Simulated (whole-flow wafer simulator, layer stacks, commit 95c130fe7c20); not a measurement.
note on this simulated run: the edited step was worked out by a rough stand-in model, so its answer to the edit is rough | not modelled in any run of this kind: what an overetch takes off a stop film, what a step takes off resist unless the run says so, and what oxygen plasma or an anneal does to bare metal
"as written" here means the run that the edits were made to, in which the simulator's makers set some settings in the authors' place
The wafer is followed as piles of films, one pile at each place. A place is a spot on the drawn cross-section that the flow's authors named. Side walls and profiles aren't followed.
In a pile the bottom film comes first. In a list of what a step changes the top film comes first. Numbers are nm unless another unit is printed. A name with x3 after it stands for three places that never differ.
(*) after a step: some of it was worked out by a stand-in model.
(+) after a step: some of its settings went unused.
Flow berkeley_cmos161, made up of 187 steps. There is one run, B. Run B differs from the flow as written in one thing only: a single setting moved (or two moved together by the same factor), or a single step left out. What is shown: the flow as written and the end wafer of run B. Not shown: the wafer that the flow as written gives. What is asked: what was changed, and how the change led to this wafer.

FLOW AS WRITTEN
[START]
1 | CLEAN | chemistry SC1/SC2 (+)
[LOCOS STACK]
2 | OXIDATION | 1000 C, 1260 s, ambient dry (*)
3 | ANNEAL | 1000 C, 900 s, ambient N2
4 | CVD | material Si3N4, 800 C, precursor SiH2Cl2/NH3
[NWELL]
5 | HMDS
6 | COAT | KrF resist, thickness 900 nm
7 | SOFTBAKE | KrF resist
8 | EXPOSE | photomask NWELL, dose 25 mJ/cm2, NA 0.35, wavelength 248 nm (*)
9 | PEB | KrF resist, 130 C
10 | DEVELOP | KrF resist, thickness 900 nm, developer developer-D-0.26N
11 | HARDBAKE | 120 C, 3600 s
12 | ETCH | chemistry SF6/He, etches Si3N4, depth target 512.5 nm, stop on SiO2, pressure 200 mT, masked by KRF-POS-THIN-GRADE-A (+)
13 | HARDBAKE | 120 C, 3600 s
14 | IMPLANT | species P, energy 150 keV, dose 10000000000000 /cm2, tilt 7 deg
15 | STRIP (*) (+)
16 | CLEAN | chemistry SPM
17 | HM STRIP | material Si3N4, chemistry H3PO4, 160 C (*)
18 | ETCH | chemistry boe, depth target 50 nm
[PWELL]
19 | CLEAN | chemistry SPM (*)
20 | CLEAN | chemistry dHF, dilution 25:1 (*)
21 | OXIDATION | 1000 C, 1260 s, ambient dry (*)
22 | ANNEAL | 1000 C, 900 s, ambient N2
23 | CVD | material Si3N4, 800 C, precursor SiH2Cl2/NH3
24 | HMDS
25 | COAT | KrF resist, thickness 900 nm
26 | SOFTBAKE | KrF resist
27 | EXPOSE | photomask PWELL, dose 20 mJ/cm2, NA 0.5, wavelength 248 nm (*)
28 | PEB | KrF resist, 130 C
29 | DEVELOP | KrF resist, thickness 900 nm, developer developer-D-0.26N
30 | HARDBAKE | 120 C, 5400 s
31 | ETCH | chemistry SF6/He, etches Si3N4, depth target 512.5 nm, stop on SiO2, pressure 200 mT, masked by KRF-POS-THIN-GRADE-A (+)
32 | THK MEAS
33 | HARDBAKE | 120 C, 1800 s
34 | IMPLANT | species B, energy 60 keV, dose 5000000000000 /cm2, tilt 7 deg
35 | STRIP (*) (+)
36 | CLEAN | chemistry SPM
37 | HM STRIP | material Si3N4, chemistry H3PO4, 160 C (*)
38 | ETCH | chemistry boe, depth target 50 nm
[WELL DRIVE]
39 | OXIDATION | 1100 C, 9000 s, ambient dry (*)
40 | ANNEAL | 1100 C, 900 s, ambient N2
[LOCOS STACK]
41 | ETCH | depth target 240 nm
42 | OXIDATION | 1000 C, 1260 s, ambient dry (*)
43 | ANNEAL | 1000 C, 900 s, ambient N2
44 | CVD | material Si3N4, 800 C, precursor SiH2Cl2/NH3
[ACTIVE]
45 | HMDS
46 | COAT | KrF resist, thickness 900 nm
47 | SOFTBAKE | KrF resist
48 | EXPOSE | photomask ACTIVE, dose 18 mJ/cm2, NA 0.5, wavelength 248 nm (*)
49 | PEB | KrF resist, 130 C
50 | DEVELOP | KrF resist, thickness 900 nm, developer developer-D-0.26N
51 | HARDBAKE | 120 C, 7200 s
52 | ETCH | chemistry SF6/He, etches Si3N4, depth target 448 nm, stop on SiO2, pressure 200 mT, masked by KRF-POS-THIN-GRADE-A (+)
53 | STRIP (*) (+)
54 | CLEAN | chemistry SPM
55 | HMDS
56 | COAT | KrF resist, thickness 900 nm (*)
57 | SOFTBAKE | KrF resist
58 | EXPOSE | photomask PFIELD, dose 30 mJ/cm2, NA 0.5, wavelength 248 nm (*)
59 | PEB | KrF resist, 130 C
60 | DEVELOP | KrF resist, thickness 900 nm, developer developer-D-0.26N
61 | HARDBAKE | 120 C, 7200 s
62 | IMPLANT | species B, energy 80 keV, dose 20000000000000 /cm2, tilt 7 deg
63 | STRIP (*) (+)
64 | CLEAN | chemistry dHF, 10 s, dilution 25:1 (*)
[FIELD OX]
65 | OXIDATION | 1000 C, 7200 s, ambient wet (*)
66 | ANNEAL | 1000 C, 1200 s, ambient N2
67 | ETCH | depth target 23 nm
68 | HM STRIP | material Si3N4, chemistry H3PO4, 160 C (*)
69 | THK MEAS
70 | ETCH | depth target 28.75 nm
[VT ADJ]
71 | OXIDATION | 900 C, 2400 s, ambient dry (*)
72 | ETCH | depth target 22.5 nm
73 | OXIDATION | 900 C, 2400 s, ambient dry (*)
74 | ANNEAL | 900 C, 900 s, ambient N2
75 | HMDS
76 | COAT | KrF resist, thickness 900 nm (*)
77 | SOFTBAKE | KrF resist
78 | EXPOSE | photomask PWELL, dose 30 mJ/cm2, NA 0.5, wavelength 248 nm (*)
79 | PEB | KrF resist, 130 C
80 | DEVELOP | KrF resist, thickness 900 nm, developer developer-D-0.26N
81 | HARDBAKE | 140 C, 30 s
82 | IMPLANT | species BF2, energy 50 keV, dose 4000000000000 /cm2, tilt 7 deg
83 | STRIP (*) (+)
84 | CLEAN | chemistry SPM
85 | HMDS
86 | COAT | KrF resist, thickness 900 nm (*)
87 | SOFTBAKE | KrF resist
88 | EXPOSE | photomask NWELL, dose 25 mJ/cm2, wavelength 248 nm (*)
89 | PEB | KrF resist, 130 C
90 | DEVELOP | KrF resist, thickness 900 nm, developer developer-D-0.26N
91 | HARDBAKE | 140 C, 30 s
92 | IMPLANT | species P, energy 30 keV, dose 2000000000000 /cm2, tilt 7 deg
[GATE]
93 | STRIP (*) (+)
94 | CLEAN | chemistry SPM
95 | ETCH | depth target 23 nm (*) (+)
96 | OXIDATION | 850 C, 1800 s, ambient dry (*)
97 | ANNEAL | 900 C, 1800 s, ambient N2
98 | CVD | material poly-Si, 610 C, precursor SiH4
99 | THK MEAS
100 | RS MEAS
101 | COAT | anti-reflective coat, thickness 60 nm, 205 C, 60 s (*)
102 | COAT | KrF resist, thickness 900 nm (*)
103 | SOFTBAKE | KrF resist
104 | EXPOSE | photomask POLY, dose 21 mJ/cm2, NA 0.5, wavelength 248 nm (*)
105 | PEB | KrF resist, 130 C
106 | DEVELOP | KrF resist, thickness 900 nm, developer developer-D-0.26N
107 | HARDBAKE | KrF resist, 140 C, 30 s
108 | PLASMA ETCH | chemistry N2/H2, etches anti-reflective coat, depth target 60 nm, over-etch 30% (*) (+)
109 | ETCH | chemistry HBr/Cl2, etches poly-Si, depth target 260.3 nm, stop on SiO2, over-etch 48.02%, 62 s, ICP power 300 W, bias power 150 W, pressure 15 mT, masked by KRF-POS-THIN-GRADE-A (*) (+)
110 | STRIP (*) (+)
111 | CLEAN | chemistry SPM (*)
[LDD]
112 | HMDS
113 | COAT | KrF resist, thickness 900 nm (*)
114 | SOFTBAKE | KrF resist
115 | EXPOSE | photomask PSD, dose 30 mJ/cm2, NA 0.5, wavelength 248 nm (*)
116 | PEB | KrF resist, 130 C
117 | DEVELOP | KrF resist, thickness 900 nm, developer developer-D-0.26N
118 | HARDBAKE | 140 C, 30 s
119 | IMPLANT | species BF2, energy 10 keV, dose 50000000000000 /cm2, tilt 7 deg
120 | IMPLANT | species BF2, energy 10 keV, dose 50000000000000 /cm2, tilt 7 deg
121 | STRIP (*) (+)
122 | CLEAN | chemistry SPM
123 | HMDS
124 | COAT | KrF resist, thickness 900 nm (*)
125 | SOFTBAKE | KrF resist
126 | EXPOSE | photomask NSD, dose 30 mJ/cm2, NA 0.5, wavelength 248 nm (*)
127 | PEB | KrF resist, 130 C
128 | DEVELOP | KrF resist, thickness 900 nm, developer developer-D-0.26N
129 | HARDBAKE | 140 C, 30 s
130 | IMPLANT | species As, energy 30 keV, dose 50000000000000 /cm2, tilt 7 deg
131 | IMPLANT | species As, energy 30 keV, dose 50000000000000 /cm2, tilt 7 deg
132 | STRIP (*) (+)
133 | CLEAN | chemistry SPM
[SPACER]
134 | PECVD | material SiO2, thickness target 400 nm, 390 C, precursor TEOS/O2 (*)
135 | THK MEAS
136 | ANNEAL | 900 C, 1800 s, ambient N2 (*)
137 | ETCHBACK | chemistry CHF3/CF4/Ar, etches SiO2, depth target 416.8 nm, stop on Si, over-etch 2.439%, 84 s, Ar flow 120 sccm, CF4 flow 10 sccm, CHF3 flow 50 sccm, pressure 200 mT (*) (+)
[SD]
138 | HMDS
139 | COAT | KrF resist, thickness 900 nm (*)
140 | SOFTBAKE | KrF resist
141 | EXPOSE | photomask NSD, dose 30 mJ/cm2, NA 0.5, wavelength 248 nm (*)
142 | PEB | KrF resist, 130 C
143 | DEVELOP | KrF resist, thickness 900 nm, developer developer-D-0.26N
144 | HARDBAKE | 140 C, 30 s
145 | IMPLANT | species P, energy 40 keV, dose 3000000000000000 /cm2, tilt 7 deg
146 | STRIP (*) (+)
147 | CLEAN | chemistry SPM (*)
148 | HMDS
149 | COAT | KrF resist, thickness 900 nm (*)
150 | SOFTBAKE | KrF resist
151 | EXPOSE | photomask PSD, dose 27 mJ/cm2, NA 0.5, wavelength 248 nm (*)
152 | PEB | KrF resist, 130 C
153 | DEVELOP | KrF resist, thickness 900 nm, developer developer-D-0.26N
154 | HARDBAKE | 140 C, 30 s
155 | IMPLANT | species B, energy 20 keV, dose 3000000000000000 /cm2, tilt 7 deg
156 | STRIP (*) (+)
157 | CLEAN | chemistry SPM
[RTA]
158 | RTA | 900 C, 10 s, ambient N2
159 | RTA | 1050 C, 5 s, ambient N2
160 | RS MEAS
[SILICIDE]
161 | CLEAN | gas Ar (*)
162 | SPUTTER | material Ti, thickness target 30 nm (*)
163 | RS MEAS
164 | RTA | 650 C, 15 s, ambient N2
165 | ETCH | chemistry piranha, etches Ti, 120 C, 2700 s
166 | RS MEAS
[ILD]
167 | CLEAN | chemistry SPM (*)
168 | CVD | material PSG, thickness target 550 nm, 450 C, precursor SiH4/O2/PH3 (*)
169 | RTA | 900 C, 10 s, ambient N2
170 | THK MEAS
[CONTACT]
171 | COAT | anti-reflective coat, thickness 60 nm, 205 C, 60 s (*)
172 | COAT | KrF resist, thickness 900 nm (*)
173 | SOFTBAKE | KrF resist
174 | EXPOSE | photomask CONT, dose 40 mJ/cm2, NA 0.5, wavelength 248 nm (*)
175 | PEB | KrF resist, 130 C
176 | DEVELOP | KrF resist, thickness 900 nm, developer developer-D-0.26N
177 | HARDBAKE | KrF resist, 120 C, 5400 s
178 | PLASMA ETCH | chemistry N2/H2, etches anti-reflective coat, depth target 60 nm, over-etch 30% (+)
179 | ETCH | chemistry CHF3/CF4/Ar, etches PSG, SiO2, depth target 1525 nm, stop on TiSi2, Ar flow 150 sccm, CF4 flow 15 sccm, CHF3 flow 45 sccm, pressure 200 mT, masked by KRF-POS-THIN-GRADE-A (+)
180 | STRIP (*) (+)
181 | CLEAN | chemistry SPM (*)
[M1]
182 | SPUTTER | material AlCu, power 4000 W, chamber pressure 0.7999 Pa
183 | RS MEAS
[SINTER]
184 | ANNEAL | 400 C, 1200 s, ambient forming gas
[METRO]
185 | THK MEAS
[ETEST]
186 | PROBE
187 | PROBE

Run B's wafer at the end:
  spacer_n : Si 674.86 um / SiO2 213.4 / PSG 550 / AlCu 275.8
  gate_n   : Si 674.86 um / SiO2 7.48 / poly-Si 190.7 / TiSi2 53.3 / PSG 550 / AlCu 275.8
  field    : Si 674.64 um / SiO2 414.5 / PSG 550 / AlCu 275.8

What caused this: step 136, ANNEAL: 765 C was run, while the flow as written has 900 C.

How this came from the change, step by step:
  136 | ANNEAL | 900 C, 1800 s, ambient N2 (*)
      field, sd_n, gate_n, gate_p, contact, m1: -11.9 SiO2 (in the flow as written it would be: -18 SiO2)
      spacer_n, sd_p, spacer_p: -11.4 SiO2 (in the flow as written it would be: -17.3 SiO2)
  137 | ETCHBACK | chemistry CHF3/CF4/Ar, etches SiO2, depth target 416.8 nm, stop on Si, over-etch 2.439%, 84 s, Ar flow 120 sccm, CF4 flow 10 sccm, CHF3 flow 50 sccm, pressure 200 mT (*) (+)
      gate_n, gate_p: -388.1 SiO2 (all of it), -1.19 chemical SiO2 (all of it), -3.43 poly-Si (in the flow as written it would be: -382 SiO2 (all of it), -1.19 chemical SiO2 (all of it), -3.98 poly-Si)
  171 | COAT | anti-reflective coat, thickness 60 nm, 205 C, 60 s (*)
      sd_n: +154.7 anti-reflective coat (new film) (in the flow as written it would be: +149.7 anti-reflective coat (new film))
      spacer_n: +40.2 anti-reflective coat (new film) (in the flow as written it would be: +41.3 anti-reflective coat (new film))
      (and at 3 other places as well)
  180 | STRIP (*) (+)
      sd_n: -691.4 KrF resist (all of it), -154.7 anti-reflective coat (all of it) (in the flow as written it would be: -692.5 KrF resist (all of it), -149.7 anti-reflective coat (all of it))
      spacer_n: -635.1 KrF resist (all of it), -40.2 anti-reflective coat (all of it) (in the flow as written it would be: -635.2 KrF resist (all of it), -41.3 anti-reflective coat (all of it))
      (and at 3 other places as well)
